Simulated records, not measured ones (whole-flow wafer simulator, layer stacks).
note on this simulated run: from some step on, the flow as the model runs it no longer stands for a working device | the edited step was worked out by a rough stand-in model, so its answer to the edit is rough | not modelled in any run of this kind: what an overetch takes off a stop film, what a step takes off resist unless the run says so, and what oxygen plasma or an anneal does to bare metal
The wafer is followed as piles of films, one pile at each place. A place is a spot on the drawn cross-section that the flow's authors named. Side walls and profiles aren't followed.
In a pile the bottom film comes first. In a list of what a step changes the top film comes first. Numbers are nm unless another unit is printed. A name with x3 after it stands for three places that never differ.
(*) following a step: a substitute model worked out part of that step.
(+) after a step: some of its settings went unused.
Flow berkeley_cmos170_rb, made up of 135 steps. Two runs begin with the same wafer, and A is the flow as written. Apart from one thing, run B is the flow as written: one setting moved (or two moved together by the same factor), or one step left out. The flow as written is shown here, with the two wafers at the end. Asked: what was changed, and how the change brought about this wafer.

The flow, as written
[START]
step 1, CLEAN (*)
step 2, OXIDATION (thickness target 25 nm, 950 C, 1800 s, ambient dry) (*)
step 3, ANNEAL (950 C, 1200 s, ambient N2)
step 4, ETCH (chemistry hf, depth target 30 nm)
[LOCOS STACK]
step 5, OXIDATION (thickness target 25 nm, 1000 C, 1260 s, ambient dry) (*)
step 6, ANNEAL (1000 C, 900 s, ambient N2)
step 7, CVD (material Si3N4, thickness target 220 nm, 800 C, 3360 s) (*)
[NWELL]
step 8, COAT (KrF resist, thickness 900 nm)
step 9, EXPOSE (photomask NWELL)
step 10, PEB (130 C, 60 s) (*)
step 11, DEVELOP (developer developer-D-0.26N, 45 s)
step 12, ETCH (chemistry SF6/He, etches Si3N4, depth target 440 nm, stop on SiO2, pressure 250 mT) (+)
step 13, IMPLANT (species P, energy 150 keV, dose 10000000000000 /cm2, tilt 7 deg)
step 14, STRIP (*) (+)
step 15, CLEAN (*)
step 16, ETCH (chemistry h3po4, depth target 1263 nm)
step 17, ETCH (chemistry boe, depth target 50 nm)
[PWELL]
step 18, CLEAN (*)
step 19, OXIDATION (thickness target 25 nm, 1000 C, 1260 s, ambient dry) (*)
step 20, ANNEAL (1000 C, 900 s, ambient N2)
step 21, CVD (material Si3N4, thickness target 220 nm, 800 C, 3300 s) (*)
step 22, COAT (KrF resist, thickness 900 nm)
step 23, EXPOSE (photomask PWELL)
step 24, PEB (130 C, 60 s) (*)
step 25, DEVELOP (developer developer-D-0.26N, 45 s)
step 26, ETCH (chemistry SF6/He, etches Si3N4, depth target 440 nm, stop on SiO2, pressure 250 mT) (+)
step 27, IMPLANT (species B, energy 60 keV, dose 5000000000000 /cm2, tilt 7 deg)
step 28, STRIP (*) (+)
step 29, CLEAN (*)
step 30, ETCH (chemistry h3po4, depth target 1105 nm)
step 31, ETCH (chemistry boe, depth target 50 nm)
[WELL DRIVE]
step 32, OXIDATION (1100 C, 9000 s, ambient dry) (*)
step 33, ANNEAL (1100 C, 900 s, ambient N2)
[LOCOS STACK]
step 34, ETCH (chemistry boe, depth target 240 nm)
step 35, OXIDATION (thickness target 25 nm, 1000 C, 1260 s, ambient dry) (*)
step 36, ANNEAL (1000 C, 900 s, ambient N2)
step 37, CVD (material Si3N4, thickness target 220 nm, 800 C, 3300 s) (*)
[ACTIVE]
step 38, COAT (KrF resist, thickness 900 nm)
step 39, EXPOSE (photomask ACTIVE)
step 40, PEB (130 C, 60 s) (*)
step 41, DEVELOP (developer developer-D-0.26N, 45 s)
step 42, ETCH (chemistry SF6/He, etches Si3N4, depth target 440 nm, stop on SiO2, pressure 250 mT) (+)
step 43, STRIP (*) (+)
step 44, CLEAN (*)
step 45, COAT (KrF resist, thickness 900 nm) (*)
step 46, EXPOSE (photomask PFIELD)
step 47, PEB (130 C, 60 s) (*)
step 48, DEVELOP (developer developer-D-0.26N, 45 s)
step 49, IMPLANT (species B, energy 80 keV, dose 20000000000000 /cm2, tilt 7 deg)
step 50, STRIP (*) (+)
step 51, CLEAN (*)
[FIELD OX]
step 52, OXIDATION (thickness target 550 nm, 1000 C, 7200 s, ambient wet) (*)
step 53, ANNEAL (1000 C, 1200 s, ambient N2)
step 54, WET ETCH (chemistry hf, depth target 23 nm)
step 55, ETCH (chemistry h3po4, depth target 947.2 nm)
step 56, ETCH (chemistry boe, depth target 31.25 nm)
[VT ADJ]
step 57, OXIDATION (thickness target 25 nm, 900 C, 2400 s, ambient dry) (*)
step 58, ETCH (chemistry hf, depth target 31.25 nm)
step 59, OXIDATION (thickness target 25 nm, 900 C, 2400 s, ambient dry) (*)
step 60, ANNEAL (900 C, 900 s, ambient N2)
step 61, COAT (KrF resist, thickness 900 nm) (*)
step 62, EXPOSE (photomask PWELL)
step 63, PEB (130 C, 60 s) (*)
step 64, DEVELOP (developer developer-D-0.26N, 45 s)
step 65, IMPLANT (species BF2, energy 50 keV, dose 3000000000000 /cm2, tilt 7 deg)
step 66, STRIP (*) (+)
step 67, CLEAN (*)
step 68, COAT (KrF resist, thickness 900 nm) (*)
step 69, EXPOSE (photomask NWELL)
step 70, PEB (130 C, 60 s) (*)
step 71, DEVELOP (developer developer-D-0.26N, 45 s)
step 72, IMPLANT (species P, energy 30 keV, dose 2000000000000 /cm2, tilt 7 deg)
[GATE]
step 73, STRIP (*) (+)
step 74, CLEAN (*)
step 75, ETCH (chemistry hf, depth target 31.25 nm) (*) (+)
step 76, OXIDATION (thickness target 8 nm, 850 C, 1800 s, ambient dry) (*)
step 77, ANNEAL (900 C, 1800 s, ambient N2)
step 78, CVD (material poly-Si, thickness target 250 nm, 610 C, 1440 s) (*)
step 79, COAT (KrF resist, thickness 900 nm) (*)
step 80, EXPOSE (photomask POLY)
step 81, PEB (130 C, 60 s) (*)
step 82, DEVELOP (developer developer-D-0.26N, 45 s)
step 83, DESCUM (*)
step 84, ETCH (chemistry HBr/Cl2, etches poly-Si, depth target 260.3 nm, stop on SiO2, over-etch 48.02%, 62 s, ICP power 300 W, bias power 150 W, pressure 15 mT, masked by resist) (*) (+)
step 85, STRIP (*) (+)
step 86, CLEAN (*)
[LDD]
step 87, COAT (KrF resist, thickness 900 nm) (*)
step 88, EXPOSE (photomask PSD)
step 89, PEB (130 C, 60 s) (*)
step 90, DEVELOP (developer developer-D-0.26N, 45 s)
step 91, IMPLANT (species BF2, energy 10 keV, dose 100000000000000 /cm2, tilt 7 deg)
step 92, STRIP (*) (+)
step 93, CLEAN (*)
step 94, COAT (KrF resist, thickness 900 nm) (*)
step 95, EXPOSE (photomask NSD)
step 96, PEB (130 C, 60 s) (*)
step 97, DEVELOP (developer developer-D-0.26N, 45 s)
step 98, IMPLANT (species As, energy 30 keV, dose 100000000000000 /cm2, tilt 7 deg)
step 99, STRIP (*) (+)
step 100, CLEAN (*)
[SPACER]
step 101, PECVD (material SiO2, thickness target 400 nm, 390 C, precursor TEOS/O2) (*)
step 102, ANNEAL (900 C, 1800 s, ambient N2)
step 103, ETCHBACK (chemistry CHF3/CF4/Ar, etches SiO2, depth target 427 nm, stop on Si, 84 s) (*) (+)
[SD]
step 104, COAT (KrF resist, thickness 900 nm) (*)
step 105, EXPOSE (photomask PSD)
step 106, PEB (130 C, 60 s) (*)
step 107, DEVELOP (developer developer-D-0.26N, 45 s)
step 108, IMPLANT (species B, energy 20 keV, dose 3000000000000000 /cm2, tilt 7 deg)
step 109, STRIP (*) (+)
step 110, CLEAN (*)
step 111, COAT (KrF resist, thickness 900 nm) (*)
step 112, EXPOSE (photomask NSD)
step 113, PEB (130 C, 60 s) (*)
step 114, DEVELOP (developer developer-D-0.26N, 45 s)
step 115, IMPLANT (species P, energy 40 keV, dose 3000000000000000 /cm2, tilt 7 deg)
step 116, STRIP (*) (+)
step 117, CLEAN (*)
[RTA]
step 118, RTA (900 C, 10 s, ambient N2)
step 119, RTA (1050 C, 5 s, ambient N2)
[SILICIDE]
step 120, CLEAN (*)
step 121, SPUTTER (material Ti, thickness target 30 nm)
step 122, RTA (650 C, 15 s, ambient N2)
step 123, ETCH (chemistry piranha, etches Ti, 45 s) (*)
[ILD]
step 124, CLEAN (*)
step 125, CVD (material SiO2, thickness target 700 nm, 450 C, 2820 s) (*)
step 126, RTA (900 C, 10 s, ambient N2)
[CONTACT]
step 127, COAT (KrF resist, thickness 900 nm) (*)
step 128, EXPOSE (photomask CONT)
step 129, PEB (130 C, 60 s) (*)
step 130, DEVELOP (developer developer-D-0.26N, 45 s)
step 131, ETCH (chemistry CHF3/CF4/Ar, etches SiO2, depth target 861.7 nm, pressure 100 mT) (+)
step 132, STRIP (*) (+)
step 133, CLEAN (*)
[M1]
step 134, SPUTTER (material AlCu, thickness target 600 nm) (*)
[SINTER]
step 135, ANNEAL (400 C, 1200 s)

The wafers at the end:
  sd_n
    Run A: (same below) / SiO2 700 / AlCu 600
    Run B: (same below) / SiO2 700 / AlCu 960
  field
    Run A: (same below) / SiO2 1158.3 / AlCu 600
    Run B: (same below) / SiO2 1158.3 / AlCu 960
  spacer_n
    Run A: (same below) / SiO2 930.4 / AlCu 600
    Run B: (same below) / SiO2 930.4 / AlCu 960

What caused this: step 134, SPUTTER: thickness target 960 nm was run, whereas the flow has thickness target 600 nm.
The wafer itself shows it: sd_n has AlCu 960, and step 134 as written asks for 600 nm.

How this came from the change, step by step:
  step 134, SPUTTER (material AlCu, thickness target 600 nm) (*)
      field, sd_n, spacer_n, gate, spacer_p, gate_p, m1: A +600 AlCu (new film) | B +960 AlCu (new film)
      sd_p: A +545.9 AlCu (new film) | B +893.8 AlCu (new film)
      (and at 1 other place as well)
